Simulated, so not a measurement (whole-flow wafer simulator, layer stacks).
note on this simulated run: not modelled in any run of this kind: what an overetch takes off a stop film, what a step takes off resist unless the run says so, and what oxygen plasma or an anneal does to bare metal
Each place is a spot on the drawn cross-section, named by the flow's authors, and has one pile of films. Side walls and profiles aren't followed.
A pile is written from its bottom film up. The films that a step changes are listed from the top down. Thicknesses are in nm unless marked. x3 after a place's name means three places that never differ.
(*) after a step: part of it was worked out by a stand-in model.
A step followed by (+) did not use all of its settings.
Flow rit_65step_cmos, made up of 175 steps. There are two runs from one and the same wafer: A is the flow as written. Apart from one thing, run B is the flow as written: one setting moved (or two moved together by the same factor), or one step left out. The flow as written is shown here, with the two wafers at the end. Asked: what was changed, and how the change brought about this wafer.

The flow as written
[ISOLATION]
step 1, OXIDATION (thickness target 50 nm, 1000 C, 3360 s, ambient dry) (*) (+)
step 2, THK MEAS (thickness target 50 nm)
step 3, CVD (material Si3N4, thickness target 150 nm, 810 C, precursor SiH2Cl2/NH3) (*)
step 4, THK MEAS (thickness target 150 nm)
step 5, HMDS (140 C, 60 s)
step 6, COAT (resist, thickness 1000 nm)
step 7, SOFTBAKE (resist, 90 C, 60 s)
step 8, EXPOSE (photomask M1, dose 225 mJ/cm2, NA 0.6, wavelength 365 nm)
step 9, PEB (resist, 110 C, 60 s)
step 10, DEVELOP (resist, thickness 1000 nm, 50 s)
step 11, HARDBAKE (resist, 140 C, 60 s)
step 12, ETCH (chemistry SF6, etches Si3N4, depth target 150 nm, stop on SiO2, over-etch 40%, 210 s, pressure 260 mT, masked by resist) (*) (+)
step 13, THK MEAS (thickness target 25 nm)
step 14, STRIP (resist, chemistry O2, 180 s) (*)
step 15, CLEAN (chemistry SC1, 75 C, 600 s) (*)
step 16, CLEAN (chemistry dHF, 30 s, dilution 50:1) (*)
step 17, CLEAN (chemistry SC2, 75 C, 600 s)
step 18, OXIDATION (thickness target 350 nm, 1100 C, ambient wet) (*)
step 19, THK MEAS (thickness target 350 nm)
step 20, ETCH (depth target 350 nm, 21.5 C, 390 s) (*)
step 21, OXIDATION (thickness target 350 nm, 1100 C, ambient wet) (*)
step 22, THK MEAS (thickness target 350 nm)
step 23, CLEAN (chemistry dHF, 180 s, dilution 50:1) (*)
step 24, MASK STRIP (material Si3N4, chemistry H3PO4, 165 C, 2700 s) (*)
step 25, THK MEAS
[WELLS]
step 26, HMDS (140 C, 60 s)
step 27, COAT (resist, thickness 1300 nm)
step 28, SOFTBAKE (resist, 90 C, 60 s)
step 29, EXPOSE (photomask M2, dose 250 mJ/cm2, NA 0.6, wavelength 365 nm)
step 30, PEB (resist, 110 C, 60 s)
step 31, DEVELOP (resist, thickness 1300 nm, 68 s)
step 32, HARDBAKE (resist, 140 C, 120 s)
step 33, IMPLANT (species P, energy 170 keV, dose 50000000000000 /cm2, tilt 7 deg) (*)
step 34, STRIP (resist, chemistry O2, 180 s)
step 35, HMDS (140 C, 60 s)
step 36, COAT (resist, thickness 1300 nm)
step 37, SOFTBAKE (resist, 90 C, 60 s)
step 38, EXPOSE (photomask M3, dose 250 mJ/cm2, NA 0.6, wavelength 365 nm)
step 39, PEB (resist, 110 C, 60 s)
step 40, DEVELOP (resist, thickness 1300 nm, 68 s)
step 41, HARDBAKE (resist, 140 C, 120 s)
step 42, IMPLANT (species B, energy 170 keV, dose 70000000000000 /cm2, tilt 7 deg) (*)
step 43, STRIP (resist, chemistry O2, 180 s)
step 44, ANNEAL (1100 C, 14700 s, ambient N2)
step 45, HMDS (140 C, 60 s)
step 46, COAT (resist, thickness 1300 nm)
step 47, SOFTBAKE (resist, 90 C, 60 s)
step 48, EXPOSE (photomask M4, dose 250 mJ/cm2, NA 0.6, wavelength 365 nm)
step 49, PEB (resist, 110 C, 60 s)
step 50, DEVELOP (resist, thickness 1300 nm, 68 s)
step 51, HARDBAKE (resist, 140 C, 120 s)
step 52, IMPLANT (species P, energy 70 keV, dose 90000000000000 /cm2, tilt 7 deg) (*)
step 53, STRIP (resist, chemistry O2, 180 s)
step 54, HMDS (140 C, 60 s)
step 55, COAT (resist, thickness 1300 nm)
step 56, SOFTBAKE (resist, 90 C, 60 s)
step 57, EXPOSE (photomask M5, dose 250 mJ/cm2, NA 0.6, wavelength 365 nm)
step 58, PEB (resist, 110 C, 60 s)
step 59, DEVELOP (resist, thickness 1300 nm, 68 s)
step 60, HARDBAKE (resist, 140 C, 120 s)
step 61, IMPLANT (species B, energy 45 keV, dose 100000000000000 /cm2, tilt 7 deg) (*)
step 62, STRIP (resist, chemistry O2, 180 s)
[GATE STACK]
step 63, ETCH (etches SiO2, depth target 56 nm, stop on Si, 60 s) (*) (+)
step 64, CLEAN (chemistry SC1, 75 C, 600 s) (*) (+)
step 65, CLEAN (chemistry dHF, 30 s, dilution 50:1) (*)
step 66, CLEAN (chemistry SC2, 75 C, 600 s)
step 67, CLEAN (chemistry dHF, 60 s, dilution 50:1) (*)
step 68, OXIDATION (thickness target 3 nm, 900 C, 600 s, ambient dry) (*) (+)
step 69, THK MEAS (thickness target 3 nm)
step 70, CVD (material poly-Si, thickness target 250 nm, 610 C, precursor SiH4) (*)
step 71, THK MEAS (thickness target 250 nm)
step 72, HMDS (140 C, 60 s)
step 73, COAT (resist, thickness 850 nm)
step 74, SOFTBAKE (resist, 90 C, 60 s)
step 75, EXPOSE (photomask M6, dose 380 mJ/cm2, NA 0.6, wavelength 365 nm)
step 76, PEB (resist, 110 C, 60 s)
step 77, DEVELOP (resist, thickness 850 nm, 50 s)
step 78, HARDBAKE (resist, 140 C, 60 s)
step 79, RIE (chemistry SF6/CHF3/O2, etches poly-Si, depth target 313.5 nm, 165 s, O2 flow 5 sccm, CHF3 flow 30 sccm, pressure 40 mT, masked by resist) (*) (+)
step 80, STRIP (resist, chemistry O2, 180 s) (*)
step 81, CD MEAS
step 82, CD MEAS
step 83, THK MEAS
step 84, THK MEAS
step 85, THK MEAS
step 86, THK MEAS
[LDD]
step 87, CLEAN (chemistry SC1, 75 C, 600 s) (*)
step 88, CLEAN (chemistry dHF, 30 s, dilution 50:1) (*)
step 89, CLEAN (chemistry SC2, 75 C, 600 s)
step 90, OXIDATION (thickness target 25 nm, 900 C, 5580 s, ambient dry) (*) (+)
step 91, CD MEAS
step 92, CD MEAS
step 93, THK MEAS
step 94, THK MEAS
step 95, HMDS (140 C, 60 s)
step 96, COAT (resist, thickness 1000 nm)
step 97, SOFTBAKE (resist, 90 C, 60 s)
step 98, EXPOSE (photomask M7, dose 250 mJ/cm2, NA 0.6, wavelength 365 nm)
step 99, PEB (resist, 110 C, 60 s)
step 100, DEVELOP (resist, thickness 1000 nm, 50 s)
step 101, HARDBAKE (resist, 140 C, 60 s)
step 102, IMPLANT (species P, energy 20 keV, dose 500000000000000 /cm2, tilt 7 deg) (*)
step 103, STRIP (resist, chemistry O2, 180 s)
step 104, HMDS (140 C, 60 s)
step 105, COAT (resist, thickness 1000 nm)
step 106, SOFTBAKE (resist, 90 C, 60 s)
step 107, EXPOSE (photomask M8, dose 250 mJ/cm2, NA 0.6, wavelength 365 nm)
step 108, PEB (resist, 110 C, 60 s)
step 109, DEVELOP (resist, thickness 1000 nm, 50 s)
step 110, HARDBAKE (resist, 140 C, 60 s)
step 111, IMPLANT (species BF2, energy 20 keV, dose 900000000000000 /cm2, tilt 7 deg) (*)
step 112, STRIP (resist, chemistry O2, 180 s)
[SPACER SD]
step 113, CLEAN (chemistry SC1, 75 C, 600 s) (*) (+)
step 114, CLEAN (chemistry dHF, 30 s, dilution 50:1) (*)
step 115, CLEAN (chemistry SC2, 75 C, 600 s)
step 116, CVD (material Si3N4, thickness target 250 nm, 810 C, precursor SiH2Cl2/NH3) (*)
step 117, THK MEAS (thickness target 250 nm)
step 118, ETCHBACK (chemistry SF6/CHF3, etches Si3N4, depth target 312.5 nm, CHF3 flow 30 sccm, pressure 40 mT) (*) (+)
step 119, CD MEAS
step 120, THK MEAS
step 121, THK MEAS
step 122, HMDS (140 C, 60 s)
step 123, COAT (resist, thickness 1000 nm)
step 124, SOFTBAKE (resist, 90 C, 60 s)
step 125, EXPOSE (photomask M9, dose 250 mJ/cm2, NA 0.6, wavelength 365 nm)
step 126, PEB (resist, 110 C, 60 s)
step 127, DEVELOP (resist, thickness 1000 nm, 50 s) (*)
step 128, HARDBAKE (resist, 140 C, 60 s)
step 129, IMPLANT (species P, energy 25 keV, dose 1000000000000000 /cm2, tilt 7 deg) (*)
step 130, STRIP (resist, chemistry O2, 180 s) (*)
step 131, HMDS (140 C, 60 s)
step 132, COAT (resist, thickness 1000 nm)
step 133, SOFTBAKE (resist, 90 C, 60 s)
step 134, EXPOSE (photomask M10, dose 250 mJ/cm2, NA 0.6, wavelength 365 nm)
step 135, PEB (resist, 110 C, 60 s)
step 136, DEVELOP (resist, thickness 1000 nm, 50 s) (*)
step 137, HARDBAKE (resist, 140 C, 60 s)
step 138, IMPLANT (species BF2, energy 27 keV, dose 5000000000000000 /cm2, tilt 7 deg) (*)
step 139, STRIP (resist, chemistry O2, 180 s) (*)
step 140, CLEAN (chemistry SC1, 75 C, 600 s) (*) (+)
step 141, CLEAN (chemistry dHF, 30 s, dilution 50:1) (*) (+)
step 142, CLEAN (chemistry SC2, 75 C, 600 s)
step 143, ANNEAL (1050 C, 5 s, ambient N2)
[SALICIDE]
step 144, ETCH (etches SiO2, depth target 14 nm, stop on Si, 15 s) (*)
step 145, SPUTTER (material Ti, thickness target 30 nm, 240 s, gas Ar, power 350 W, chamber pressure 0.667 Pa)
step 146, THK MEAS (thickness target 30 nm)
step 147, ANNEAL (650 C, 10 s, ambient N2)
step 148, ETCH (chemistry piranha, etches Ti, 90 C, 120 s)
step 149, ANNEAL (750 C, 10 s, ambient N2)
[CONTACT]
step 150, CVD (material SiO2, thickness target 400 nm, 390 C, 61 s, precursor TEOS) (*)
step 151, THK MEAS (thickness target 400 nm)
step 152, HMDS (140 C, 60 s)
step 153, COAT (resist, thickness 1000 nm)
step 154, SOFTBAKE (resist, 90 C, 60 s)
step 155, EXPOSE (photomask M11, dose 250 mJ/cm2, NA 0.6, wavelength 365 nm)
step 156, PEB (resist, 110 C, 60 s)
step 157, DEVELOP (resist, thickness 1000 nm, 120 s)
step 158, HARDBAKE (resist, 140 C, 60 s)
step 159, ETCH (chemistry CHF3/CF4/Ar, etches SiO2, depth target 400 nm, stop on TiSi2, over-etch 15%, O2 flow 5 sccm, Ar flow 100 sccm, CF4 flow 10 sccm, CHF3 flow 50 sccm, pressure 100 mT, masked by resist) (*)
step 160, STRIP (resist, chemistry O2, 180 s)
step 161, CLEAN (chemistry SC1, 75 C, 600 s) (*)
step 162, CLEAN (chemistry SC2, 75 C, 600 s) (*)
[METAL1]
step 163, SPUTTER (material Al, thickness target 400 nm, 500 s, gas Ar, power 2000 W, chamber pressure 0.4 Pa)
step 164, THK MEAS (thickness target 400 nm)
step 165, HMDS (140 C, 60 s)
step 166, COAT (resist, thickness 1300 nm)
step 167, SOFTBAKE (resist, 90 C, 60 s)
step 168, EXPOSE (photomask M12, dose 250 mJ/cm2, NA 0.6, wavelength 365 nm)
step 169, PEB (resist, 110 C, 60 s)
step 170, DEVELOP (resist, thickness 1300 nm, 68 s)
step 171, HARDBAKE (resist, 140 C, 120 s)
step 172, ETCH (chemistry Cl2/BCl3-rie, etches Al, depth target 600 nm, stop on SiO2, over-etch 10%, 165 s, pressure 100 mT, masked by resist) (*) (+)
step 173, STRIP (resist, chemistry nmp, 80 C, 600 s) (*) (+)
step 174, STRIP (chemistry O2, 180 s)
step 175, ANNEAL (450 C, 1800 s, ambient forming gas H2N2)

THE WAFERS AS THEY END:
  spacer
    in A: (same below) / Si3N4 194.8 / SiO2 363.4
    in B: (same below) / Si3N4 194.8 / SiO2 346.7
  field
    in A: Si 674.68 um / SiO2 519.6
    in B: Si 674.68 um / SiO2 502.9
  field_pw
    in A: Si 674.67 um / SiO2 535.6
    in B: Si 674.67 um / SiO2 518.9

What caused this: step 163, SPUTTER: thickness target 266 nm was run, while the flow as written has thickness target 400 nm; step 163, SPUTTER: 333 s was run, where the flow has 500 s.

Step by step, how the change led to this:
  step 163, SPUTTER (material Al, thickness target 400 nm, 500 s, gas Ar, power 2000 W, chamber pressure 0.4 Pa)
      field, field_p, spacer, spacer_p: A Al gains 400 (new film) | B Al gains 266 (new film)
      gate_n, gate_p: A Al gains 396 (new film) | B Al gains 266 (new film)
      (as well as at 2 more places)
  step 172, ETCH (chemistry Cl2/BCl3-rie, etches Al, depth target 600 nm, stop on SiO2, over-etch 10%, 165 s, pressure 100 mT, masked by resist) (*) (+)
      field, spacer, spacer_p: A Al loses 400 (all of it), SiO2 loses 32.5 | B Al loses 266 (all of it), SiO2 loses 49.2
      gate_n, gate_p: A Al loses 396 (all of it), SiO2 loses 33 | B Al loses 266 (all of it), SiO2 loses 49.2
      (as well as at 3 more places)
